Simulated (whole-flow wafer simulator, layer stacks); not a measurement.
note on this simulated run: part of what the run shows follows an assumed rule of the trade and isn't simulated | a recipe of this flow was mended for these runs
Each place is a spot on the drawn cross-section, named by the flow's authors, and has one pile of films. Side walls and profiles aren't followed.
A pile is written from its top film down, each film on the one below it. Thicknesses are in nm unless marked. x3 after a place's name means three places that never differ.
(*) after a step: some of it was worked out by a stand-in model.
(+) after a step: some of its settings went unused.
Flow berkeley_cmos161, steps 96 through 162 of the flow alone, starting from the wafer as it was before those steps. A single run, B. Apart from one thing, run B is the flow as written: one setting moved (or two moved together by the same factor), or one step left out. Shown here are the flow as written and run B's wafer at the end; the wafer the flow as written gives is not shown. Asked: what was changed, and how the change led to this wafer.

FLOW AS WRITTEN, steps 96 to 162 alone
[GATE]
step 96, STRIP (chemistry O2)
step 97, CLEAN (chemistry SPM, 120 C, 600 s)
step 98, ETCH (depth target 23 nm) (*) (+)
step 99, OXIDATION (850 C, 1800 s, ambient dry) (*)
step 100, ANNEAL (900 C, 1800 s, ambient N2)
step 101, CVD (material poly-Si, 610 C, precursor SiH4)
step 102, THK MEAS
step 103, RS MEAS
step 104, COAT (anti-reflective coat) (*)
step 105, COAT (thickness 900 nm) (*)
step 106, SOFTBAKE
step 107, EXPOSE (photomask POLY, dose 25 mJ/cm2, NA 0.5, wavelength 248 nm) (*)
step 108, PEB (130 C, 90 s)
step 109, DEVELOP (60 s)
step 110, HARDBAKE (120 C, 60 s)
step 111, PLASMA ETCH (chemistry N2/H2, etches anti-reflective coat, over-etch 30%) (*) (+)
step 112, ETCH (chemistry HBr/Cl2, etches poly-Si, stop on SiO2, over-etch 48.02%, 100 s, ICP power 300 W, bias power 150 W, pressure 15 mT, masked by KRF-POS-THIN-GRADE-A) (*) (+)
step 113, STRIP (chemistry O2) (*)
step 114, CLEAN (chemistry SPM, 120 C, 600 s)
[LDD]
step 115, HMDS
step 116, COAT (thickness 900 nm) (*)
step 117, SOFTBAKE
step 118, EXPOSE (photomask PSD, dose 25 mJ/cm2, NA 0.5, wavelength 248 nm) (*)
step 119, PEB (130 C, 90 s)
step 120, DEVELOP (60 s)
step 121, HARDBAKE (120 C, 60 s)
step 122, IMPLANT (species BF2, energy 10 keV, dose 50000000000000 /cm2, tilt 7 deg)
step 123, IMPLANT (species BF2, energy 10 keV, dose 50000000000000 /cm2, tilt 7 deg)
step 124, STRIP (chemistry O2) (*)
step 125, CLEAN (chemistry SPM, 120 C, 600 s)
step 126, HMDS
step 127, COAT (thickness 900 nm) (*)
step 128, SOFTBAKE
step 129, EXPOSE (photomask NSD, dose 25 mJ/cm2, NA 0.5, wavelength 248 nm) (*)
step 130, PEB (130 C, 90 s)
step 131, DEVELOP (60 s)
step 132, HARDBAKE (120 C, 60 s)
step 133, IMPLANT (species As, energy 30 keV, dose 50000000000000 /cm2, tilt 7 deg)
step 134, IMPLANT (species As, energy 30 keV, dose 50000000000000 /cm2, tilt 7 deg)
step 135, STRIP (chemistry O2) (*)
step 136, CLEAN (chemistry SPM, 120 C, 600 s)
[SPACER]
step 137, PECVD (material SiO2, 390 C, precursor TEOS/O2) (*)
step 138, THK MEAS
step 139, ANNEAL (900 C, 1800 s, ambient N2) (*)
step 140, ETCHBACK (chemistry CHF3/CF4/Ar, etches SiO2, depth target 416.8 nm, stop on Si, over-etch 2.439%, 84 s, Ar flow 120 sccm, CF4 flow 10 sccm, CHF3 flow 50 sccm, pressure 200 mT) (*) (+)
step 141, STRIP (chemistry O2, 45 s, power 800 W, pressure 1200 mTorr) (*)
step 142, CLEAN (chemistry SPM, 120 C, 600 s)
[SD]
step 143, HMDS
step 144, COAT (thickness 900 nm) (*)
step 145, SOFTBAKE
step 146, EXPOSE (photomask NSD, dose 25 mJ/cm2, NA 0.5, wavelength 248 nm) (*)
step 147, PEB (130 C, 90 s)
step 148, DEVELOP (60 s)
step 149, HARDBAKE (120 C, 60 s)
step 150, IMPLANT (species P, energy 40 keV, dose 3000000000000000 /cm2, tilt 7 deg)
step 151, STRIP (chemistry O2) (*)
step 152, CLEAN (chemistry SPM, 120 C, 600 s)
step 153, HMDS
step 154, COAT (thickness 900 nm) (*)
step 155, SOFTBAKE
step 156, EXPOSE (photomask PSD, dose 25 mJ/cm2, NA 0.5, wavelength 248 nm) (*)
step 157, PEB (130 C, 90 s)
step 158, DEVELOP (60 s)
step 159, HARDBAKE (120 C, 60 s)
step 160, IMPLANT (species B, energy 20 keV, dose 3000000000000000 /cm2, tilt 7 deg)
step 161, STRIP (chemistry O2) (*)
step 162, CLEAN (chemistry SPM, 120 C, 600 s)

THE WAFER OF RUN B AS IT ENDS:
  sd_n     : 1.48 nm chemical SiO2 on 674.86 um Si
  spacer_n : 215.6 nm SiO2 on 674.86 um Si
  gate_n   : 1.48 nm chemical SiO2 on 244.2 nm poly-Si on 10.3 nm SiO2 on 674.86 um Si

What caused this: step 99, OXIDATION: 881 C was run, though the flow has 850 C.

How this came from the change, step by step:
  step 99, OXIDATION (850 C, 1800 s, ambient dry) (*)
      sd_n, spacer_n, gate_n, sd_p, spacer_p, gate_p, contact, m1: SiO2 gains 10.3 (new film), Si loses 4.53 (it would be, as written: SiO2 gains 7.48 (new film), Si loses 3.29)
